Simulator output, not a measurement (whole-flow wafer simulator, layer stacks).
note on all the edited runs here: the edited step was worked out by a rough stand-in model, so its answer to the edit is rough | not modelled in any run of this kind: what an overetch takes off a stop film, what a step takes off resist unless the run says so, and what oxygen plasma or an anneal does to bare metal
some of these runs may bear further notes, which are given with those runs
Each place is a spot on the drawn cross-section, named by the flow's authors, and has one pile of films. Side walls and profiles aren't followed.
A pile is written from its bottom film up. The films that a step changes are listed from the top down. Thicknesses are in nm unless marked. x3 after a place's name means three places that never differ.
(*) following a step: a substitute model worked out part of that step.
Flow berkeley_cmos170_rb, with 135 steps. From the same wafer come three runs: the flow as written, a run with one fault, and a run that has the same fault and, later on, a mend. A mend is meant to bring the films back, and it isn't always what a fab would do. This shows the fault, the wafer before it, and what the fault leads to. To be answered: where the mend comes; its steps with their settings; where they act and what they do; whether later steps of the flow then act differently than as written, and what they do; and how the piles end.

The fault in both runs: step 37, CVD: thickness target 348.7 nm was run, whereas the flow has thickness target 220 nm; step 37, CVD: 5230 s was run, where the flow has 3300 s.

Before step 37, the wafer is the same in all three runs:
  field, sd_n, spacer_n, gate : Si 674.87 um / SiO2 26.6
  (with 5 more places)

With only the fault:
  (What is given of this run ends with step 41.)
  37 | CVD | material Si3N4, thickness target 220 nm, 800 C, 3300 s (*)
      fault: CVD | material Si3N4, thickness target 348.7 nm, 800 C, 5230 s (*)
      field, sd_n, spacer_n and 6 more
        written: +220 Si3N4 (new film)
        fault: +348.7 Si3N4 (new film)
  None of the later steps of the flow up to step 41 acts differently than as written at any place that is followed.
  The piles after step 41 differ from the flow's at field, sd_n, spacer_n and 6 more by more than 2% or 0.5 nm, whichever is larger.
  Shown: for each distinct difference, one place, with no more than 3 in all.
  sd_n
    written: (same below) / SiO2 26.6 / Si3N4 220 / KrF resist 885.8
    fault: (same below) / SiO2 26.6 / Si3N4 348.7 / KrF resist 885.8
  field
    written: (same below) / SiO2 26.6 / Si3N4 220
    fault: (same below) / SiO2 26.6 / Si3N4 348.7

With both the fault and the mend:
  The mend follows step 37.
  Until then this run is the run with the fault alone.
  37a | ETCH | chemistry h3po4, depth target 128.7 nm (the flow's step 30 again, with other settings)
      field, sd_n, spacer_n and 6 more
        -128.7 Si3N4
  None of the later steps of the flow acts differently than as written at any place that is followed.
  The piles end the same as the flow's at every place that both follow.
